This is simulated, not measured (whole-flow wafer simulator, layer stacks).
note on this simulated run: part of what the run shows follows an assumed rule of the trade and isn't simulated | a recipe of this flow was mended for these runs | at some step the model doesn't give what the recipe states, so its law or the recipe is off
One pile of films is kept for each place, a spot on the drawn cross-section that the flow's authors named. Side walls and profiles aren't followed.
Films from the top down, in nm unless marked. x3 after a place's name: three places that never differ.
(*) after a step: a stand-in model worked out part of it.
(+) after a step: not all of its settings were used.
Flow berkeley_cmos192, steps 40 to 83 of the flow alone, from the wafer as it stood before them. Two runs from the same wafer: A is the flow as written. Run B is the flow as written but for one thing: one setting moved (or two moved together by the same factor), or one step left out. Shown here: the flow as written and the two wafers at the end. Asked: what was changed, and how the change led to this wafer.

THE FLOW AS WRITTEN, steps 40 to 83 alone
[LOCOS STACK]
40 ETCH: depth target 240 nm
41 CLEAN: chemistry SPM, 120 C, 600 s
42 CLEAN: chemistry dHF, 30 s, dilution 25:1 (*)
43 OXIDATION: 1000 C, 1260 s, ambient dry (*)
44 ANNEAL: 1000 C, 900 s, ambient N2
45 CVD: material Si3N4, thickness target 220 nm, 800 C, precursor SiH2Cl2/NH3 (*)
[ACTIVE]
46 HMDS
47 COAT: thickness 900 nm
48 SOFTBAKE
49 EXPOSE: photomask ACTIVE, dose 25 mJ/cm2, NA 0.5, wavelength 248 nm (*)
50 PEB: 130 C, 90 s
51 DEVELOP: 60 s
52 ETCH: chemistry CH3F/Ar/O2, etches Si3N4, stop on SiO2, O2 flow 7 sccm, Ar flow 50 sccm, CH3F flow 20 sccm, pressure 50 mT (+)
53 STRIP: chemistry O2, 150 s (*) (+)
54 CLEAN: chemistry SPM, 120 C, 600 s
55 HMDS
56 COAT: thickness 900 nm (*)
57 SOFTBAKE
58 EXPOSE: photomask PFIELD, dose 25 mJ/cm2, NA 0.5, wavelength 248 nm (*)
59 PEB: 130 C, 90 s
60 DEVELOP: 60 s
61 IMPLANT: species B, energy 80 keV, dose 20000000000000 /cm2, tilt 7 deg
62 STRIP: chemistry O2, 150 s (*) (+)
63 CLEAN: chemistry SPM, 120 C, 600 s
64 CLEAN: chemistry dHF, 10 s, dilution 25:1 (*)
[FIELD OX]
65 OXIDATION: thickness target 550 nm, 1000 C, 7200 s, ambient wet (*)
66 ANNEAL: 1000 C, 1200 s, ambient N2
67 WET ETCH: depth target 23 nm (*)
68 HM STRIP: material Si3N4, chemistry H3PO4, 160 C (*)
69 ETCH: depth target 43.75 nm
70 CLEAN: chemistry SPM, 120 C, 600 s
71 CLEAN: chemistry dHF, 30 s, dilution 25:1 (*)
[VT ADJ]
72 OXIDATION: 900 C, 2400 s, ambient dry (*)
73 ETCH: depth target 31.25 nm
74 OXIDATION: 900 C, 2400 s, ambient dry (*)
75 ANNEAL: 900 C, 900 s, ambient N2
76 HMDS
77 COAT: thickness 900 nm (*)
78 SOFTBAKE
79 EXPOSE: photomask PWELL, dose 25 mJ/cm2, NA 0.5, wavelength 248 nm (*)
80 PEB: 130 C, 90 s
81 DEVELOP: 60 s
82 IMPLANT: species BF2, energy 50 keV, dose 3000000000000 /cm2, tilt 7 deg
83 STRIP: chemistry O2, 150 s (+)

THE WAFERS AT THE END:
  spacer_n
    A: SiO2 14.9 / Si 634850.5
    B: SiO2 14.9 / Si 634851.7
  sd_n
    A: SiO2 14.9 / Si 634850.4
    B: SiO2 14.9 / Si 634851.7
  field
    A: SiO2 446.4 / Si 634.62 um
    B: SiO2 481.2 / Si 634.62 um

The cause: step 69, ETCH: depth target 8.75 nm was run, where the flow has depth target 43.75 nm.

How the change led to this, step by step:
  69 ETCH: depth target 43.75 nm
      spacer_n, gate, spacer_p, gate_p, contact, m1: A SiO2 -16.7 (all of it) | B SiO2 -8.75
      sd_n, sd_p: A SiO2 -16.8 (all of it) | B SiO2 -8.75
      (and at 1 more place)
  70 CLEAN: chemistry SPM, 120 C, 600 s
      sd_n, spacer_n, gate, sd_p, spacer_p, gate_p, contact, m1: A chemical SiO2 +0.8 (new film), Si -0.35 | B nothing
  71 CLEAN: chemistry dHF, 30 s, dilution 25:1 (*)
      sd_n, spacer_n, gate, sd_p, spacer_p, gate_p, contact, m1: A chemical SiO2 -0.8 (all of it) | B SiO2 -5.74
  72 OXIDATION: 900 C, 2400 s, ambient dry (*)
      sd_n, spacer_n, gate, sd_p, spacer_p, gate_p, contact, m1: A SiO2 +14.9 (new film), Si -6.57 | B SiO2 +12.9, Si -5.69
